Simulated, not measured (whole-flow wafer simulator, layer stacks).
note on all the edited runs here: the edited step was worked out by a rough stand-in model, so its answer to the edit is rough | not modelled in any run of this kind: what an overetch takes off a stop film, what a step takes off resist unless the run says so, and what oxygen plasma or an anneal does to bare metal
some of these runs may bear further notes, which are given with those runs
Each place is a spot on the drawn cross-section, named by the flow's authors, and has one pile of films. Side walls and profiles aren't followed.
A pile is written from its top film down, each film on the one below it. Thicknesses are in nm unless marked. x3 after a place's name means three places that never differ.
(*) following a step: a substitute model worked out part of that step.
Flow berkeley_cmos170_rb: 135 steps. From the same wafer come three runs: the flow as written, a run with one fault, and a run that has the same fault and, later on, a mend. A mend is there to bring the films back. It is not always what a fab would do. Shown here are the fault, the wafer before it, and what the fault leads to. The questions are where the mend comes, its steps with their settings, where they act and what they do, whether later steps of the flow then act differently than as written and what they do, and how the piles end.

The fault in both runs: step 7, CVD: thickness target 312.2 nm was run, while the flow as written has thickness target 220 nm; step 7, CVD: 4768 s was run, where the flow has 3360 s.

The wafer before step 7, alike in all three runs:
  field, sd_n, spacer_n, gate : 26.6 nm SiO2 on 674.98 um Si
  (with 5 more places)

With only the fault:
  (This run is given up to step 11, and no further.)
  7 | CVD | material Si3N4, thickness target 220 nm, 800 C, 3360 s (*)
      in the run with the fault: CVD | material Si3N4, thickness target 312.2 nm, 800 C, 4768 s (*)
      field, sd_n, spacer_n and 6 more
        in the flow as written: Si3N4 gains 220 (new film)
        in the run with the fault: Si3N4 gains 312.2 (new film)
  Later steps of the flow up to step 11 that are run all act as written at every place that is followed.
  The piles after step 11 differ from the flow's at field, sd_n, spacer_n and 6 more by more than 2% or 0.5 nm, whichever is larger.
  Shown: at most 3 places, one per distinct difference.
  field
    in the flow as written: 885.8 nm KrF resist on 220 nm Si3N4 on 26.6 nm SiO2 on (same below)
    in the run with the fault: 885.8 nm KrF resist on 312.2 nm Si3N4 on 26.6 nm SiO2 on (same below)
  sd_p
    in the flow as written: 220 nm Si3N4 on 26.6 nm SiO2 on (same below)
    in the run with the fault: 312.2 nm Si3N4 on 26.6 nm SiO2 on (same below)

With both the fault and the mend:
  After step 7 comes the mend.
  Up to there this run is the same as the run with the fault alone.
  7a | ETCH | chemistry h3po4, depth target 358.7 nm
      field, sd_n, spacer_n and 6 more
        Si3N4 loses 312.2 (all of it)
  7b | CLEAN (*) (the flow's step 1, run once more)
      alters no film at any place that is followed
  7c | CVD | material Si3N4, thickness target 220 nm, 800 C, 3360 s (*) (the flow's step 7, run once more)
      field, sd_n, spacer_n and 6 more
        Si3N4 gains 220 (new film)
  Later steps of the flow that are run all act as written at every place that is followed.
  The piles end the same as the flow's at every place that both follow.
